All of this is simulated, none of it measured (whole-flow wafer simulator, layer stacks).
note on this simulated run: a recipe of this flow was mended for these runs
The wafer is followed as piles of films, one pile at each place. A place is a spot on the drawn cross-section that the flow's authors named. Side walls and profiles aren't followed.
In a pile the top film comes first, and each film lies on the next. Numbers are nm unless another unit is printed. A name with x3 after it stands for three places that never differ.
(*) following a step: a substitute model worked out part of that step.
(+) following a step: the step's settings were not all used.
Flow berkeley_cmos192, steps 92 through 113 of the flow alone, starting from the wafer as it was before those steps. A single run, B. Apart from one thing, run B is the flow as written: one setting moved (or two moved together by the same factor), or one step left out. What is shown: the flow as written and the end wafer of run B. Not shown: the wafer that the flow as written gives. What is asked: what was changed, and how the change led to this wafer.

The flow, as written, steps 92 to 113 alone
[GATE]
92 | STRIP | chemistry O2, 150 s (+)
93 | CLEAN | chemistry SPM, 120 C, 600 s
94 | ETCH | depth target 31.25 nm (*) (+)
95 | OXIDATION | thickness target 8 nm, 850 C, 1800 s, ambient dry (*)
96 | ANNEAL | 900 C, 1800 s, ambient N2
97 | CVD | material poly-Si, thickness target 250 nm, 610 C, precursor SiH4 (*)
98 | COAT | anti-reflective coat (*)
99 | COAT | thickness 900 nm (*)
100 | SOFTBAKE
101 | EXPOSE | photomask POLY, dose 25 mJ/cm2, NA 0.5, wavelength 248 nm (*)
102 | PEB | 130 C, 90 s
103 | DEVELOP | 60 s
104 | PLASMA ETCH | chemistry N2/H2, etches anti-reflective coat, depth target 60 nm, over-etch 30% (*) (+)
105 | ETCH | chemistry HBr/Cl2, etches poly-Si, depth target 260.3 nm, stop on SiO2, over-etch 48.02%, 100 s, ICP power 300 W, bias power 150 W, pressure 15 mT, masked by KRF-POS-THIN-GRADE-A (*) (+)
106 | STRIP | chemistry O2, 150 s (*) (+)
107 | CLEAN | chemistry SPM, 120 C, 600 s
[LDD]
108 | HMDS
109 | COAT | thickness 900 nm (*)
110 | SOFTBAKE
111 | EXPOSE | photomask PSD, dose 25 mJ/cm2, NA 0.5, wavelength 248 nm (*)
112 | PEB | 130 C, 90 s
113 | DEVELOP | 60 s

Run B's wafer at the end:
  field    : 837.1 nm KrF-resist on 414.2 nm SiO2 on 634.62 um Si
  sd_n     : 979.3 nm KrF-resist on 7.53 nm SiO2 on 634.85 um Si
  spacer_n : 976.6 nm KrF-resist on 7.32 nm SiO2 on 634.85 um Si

The reason: step 95, OXIDATION: thickness target 10.88 nm was run, though the flow has thickness target 8 nm; step 95, OXIDATION: 2448 s was run, where the flow has 1800 s.

How this came from the change, step by step:
  95 | OXIDATION | thickness target 8 nm, 850 C, 1800 s, ambient dry (*)
      sd_n, spacer_n, gate, sd_p, spacer_p, gate_p, contact, m1: +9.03 SiO2 (new film), -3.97 Si (as written it would have been: +7.48 SiO2 (new film), -3.29 Si)
